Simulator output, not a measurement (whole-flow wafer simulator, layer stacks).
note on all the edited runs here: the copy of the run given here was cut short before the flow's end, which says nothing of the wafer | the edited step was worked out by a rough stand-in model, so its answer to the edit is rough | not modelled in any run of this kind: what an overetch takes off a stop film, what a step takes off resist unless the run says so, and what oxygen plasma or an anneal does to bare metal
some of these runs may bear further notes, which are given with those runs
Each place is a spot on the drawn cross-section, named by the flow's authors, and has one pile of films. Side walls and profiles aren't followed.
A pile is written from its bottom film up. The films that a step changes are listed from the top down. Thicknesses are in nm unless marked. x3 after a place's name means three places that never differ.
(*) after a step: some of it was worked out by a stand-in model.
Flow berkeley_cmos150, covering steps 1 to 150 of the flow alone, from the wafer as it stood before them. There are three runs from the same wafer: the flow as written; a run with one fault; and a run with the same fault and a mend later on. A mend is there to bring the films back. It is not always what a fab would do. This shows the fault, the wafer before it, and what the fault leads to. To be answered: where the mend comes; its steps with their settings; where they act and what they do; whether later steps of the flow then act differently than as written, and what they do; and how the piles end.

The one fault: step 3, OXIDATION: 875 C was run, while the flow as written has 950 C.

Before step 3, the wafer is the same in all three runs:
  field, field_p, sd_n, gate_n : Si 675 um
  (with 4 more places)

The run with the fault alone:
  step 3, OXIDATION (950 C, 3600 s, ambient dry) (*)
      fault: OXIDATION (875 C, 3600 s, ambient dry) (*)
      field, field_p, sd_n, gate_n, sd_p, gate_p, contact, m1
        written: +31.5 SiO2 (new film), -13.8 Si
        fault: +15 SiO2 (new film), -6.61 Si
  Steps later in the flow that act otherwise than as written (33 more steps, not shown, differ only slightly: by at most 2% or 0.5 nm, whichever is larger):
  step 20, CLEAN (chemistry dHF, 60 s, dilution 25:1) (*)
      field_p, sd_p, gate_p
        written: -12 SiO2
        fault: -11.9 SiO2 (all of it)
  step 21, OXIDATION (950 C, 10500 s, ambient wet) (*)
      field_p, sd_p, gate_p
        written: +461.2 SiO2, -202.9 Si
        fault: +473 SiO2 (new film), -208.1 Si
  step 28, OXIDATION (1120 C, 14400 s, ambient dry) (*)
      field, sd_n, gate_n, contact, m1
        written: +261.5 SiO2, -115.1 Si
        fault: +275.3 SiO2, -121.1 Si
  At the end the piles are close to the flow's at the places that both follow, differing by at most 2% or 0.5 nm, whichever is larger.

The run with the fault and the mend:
  After step 4 comes the mend.
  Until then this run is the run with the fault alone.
  step 4a, OXIDATION (950 C, 2366 s, ambient dry) (*) (the flow's step 3, run once more with other settings)
      field, field_p, sd_n, gate_n, sd_p, gate_p, contact, m1
        +16.5 SiO2, -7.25 Si
  Later steps of the flow that are run all act as written at every place that is followed, up to a difference of at most 2% or 0.5 nm, whichever is larger.
  By the end, the piles equal the flow's at every place that both follow.
